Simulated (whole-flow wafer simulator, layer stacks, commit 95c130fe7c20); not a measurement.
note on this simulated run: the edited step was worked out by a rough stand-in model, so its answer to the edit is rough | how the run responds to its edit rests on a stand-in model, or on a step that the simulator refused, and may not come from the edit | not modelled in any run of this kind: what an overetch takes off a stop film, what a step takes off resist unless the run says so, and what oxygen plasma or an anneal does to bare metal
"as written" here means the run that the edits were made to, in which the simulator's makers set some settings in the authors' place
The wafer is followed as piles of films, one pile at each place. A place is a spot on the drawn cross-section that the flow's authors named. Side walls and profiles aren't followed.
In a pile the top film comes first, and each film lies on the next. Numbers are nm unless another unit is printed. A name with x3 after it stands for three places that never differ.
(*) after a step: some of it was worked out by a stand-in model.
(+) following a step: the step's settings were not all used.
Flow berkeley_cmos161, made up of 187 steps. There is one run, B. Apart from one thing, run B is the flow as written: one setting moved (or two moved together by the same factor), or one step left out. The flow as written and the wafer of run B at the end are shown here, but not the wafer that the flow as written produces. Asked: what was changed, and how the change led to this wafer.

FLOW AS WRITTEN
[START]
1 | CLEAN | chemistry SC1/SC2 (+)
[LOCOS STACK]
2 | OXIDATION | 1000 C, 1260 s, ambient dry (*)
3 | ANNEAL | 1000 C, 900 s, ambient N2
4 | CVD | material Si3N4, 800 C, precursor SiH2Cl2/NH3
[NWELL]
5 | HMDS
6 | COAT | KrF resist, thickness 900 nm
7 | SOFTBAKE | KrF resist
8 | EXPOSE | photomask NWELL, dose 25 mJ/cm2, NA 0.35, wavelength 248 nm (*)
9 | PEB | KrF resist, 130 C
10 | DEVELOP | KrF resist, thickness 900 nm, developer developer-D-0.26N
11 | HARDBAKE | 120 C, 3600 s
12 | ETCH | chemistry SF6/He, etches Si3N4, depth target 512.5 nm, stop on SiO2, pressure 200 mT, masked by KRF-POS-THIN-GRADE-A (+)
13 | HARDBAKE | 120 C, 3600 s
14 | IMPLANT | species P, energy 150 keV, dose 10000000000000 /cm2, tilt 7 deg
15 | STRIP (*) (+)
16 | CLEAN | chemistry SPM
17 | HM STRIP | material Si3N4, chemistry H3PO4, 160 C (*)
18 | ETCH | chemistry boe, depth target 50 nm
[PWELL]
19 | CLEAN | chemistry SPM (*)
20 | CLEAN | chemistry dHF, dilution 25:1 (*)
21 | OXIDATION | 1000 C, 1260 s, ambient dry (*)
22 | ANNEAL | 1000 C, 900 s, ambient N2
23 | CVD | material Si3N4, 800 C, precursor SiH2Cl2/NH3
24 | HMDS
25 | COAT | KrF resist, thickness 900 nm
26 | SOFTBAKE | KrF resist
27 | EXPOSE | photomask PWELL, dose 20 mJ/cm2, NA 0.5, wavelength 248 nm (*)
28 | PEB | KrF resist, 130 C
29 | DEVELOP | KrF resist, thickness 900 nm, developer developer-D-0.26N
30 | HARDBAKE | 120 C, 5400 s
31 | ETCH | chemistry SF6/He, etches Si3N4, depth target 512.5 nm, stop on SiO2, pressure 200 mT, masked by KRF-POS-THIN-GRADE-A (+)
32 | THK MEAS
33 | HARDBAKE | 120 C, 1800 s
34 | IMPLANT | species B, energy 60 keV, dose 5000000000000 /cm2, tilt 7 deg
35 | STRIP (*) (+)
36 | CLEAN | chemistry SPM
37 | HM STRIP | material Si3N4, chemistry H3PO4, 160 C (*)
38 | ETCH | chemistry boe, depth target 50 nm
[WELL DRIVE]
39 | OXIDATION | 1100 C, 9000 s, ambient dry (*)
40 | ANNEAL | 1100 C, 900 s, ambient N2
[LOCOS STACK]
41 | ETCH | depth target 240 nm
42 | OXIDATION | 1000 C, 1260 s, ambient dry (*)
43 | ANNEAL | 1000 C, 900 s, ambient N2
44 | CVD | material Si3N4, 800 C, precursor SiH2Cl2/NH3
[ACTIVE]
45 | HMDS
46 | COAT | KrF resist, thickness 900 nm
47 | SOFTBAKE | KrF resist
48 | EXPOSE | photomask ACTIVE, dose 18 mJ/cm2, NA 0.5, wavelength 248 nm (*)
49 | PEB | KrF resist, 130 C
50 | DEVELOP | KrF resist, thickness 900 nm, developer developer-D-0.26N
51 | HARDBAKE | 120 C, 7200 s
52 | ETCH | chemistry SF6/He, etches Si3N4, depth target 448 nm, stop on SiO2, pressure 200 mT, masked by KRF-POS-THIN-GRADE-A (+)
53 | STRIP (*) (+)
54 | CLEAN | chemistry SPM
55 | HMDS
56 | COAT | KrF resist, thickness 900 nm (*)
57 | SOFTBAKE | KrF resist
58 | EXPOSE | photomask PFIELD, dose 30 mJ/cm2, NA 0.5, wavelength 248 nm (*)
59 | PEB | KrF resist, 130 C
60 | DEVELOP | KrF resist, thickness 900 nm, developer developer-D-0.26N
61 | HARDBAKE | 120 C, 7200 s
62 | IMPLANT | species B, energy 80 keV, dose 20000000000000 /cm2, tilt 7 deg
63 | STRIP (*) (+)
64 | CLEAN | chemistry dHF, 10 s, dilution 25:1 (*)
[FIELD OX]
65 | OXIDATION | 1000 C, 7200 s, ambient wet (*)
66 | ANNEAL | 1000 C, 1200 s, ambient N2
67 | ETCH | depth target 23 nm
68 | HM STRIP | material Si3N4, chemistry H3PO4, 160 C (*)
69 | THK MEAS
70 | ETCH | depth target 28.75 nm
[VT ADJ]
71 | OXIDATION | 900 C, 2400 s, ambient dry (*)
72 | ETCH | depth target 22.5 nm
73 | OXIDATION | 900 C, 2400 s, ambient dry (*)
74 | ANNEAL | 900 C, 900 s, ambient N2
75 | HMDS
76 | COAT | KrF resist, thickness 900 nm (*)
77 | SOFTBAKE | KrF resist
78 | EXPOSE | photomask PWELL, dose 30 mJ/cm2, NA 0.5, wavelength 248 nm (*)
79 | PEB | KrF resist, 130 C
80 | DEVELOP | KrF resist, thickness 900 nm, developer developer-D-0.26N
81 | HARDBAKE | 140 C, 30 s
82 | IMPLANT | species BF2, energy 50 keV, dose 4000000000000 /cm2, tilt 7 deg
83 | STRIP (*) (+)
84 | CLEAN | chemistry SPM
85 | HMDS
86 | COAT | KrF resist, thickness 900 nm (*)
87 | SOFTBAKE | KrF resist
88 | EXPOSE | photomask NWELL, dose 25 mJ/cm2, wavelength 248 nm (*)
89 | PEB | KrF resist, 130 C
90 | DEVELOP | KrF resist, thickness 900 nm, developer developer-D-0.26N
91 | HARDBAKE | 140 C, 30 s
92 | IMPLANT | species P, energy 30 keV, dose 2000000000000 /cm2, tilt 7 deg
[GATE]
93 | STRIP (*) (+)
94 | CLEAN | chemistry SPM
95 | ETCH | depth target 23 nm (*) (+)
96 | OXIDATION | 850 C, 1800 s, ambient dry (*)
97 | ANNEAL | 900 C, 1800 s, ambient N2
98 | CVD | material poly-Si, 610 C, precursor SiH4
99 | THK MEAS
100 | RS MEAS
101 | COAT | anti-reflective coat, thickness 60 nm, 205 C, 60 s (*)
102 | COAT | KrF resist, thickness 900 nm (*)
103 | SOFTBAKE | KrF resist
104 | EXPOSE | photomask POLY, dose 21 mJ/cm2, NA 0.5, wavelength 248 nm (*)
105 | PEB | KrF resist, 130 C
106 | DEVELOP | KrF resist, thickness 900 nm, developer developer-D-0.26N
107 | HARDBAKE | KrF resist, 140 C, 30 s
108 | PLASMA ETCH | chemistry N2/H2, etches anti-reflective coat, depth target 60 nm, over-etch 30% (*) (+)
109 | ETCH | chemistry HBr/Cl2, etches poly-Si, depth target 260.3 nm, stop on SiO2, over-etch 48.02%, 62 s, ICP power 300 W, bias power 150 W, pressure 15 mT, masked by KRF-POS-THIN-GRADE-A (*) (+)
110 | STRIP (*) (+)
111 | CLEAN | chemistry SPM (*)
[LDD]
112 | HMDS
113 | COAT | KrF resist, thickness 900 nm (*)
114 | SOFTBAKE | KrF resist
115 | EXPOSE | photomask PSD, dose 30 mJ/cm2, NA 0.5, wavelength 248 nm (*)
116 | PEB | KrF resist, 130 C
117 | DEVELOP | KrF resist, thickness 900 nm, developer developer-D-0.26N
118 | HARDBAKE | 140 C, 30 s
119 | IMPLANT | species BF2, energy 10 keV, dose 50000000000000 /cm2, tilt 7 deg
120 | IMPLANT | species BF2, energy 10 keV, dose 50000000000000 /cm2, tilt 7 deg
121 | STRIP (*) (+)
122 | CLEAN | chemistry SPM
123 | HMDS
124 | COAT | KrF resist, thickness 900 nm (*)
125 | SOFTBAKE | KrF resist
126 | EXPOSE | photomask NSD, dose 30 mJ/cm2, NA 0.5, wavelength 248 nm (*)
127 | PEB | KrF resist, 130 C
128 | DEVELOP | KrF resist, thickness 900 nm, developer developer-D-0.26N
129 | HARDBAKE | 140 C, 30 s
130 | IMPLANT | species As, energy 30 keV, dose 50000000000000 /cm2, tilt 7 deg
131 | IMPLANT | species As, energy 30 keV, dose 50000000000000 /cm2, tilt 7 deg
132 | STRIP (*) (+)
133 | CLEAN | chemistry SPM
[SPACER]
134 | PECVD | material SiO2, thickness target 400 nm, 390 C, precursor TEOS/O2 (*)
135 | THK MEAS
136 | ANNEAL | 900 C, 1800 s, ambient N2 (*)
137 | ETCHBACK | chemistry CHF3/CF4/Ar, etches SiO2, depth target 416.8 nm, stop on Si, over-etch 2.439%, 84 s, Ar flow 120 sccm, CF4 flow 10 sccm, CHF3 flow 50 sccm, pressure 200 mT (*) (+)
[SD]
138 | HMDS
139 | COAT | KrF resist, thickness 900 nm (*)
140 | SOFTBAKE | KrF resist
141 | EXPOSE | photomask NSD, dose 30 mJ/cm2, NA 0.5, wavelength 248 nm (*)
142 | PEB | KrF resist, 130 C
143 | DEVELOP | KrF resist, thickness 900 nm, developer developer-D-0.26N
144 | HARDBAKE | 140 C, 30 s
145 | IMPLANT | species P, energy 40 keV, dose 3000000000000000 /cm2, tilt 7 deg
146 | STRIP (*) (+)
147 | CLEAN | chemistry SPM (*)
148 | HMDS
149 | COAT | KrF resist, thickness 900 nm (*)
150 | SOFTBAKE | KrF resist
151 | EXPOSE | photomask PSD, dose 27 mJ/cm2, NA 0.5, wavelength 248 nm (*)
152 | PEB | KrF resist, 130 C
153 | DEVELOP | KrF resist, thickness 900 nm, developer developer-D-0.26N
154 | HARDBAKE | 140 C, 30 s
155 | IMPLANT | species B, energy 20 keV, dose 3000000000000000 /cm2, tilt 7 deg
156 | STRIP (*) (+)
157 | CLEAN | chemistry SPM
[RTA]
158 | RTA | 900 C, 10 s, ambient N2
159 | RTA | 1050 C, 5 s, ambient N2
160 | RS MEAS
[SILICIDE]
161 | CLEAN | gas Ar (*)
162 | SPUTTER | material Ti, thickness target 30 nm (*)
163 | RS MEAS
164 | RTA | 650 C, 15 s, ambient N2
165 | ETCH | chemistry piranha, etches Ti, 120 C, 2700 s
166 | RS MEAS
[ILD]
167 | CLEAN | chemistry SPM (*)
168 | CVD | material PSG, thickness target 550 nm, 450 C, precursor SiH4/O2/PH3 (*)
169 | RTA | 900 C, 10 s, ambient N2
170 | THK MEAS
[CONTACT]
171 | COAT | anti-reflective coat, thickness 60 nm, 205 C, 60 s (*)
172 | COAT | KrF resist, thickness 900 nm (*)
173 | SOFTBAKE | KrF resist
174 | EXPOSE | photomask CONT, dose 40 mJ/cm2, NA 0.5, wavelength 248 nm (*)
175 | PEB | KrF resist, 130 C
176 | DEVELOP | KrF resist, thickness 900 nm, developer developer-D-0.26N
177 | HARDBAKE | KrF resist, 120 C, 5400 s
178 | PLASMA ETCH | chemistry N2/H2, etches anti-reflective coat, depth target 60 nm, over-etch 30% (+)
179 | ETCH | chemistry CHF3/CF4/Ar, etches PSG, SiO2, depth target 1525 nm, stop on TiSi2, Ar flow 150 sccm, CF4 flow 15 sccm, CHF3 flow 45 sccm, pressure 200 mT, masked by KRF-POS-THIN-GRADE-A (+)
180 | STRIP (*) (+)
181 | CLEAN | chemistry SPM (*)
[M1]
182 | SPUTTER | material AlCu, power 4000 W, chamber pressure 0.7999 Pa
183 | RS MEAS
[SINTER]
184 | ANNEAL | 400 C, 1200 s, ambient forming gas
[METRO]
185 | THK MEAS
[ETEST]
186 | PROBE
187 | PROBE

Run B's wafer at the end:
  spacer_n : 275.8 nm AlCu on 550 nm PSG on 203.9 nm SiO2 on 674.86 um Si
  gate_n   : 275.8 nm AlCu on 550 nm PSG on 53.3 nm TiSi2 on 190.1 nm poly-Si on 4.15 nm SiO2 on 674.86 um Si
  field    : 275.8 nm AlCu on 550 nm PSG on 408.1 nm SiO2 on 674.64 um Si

The reason: step 96, OXIDATION: 790 C was run, while the flow as written has 850 C.

Step by step, how the change led to this:
  96 | OXIDATION | 850 C, 1800 s, ambient dry (*)
      sd_n, spacer_n, gate_n, sd_p, spacer_p, gate_p, contact, m1: SiO2 gains 4.15 (new film), Si loses 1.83 (as written it would have been: SiO2 gains 7.48 (new film), Si loses 3.29)
